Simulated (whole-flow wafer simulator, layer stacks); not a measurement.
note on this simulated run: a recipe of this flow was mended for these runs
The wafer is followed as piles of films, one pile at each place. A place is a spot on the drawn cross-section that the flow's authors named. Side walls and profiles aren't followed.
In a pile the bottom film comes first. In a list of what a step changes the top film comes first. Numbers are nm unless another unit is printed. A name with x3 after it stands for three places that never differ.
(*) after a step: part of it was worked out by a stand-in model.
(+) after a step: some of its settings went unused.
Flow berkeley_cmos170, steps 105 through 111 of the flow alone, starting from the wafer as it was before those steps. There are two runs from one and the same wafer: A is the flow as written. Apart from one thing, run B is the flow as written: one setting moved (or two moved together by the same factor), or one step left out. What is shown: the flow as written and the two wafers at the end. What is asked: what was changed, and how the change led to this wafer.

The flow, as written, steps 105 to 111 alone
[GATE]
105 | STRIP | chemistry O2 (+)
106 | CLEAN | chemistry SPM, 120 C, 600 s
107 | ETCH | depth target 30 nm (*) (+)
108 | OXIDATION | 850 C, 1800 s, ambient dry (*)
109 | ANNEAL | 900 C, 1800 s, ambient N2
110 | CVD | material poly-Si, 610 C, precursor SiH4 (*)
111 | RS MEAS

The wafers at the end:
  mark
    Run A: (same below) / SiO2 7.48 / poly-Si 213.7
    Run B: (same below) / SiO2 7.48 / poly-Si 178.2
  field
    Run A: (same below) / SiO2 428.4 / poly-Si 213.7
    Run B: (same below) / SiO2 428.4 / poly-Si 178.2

Cause: step 110, CVD: 601 C was run, whereas the flow has 610 C.

The path from the change to this, step by step:
  110 | CVD | material poly-Si, 610 C, precursor SiH4 (*)
      field, mark, sd_n and 10 more: A poly-Si gains 213.7 (new film) | B poly-Si gains 178.2 (new film)
